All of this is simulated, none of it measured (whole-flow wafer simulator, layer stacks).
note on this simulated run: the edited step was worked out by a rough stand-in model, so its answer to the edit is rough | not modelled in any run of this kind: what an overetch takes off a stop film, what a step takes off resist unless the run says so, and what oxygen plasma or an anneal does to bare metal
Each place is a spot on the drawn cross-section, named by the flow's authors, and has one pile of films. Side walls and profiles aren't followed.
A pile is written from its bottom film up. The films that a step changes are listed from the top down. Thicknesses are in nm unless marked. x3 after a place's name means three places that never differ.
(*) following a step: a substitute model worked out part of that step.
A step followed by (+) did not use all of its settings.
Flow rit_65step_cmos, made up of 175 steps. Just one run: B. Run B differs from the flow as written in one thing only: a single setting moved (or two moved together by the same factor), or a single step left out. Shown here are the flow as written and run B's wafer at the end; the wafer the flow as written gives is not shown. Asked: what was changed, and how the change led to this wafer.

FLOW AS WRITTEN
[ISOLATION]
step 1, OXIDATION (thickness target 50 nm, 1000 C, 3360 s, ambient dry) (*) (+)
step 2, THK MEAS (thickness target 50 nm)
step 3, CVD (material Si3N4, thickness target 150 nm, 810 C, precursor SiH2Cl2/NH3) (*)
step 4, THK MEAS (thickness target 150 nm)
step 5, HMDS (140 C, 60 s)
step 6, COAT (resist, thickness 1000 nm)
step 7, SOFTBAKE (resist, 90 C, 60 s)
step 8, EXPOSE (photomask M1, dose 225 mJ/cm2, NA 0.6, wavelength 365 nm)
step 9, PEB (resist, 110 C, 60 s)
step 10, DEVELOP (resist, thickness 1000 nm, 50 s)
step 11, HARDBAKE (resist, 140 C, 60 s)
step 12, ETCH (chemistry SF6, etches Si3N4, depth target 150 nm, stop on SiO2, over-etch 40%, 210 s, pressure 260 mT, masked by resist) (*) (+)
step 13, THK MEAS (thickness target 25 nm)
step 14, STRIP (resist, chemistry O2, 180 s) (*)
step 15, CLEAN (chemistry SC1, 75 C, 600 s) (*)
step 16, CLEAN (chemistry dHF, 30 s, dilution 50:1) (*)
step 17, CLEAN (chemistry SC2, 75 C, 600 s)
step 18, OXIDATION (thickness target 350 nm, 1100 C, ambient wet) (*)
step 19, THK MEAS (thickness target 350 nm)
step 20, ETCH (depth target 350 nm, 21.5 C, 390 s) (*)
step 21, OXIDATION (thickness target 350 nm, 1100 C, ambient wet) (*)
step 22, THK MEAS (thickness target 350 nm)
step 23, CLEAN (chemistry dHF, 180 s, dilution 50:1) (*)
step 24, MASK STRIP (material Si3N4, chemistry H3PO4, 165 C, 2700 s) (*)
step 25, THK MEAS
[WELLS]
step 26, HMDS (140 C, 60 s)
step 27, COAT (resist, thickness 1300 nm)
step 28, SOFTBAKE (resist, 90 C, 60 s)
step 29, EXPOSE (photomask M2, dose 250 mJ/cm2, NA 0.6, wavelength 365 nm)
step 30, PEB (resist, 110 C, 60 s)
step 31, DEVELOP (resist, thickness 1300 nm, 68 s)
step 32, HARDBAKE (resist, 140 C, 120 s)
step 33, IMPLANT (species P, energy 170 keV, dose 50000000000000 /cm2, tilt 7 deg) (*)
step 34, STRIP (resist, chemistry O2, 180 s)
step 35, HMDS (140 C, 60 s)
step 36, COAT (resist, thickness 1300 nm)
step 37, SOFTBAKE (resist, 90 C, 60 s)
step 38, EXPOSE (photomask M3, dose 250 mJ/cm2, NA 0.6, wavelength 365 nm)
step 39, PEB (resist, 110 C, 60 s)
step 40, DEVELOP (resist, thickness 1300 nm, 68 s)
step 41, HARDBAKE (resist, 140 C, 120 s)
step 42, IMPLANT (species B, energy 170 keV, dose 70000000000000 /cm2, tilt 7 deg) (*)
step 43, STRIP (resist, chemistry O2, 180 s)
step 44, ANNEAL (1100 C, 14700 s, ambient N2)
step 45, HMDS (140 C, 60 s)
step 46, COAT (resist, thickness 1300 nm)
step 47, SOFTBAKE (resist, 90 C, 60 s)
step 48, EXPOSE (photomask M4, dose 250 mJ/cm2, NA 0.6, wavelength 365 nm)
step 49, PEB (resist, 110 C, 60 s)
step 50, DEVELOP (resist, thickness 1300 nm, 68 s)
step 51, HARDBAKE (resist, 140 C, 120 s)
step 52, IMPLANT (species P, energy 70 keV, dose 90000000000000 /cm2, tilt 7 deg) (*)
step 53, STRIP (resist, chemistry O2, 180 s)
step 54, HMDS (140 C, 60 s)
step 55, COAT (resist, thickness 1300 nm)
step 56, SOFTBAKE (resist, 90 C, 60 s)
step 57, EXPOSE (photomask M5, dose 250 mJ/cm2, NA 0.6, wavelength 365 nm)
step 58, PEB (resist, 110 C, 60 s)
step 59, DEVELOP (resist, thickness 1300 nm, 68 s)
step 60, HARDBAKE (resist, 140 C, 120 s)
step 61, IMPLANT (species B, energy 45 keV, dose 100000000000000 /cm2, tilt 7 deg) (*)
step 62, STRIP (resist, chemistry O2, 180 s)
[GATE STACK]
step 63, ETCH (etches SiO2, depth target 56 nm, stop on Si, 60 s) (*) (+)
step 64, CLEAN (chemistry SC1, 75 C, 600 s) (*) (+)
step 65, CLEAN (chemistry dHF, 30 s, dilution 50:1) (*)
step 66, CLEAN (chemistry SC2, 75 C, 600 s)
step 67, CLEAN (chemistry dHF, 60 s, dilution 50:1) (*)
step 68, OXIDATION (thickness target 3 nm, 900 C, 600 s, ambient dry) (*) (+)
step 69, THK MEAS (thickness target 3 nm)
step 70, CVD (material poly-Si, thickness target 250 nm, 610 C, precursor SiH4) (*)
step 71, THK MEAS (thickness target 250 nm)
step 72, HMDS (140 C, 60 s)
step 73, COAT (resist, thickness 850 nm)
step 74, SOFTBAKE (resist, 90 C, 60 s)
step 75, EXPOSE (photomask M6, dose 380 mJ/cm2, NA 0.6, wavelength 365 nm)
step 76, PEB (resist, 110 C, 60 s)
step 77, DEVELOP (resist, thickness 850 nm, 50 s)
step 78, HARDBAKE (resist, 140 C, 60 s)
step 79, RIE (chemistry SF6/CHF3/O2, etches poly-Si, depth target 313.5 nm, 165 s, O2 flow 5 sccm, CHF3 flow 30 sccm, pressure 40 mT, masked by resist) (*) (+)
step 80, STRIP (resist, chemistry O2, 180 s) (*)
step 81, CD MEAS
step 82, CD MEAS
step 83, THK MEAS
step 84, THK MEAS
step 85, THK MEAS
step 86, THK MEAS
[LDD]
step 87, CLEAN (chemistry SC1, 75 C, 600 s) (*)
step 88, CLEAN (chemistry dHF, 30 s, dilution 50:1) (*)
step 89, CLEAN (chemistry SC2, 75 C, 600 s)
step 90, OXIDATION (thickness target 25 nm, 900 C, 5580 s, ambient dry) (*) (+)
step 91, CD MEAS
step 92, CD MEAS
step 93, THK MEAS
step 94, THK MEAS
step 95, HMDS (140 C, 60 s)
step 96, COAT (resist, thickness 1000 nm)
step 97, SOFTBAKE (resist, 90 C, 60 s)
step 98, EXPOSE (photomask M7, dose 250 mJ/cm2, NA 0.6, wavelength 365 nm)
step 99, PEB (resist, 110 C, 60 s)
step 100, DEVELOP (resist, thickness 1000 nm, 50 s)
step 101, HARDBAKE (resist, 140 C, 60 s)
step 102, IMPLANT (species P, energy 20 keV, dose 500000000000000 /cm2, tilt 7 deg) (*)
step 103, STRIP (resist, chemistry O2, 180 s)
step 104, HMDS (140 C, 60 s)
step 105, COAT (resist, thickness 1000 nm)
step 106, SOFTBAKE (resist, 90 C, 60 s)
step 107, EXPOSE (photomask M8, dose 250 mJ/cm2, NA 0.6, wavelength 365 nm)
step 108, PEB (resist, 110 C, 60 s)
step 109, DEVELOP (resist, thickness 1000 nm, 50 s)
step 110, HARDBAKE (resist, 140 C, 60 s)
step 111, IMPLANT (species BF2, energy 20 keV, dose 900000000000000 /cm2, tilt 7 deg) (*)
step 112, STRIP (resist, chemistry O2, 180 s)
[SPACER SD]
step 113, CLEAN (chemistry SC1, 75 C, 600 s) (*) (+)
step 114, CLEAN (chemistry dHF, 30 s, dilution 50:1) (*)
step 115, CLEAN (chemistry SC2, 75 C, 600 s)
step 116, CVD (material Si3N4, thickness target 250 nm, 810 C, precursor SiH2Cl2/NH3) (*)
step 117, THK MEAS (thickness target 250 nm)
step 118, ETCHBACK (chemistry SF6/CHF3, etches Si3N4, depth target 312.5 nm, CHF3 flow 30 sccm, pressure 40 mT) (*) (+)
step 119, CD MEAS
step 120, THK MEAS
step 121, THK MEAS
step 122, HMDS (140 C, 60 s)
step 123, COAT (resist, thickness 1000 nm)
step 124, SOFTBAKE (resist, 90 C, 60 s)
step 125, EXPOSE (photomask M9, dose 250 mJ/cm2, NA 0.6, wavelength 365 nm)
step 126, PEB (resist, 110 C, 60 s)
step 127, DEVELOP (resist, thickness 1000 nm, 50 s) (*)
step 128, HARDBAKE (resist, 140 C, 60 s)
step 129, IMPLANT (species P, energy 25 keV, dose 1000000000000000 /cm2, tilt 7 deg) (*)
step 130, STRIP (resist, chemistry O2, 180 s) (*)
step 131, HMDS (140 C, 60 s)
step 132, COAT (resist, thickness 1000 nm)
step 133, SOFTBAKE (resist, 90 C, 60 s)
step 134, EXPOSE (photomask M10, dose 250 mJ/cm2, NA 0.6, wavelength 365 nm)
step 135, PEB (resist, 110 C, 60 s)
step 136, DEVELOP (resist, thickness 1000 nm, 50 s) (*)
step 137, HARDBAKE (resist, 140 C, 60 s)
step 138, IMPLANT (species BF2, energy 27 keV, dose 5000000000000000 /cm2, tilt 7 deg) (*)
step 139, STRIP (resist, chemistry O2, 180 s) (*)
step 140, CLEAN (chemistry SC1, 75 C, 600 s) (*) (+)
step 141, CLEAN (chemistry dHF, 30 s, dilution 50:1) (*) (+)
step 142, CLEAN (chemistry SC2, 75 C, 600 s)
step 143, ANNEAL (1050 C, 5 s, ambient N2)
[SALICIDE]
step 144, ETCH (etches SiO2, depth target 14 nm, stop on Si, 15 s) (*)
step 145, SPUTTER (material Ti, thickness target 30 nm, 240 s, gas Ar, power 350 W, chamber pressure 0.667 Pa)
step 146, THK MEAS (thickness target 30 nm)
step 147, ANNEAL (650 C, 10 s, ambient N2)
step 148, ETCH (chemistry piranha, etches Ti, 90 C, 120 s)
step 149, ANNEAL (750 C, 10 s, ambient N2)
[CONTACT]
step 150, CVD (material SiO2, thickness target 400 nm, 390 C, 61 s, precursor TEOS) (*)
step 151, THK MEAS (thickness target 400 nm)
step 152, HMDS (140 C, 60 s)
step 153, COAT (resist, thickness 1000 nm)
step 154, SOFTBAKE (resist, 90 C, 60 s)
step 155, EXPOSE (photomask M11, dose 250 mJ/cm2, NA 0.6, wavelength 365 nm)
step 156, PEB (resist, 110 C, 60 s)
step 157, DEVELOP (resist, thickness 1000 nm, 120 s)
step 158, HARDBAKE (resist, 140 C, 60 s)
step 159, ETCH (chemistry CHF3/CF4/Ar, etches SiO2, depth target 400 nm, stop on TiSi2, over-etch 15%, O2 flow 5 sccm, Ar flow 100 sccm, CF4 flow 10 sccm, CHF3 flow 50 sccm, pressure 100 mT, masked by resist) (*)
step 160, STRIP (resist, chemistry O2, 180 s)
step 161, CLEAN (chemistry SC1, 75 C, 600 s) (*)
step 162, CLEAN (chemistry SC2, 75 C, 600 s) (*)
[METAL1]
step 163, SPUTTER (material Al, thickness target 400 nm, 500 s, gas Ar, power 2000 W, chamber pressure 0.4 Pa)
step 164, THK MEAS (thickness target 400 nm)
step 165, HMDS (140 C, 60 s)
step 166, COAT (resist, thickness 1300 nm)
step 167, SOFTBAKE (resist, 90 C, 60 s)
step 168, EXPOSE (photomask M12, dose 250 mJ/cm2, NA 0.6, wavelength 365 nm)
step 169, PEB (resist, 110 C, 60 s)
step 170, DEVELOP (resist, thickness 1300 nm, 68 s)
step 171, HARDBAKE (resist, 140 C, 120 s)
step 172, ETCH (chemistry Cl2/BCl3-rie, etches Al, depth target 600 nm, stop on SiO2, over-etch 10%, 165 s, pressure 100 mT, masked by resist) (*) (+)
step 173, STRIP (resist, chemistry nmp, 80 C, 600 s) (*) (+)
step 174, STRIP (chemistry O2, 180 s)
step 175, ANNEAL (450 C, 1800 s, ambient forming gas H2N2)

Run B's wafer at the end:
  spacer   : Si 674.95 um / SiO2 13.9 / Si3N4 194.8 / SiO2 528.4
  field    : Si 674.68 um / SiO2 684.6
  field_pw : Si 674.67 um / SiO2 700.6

Cause: step 150, CVD: thickness target 565 nm was run, while the flow as written has thickness target 400 nm; step 150, CVD: 86 s was run, where the flow has 61 s.

The path from the change to this, step by step:
  step 150, CVD (material SiO2, thickness target 400 nm, 390 C, 61 s, precursor TEOS) (*)
      field, field_pw, field_nw, field_p: +565 SiO2 (as written it would have been: +400 SiO2)
      spacer, spacer_p: +565 SiO2 (new film) (as written it would have been: +400 SiO2 (new film))
      (as well as at 2 more places)
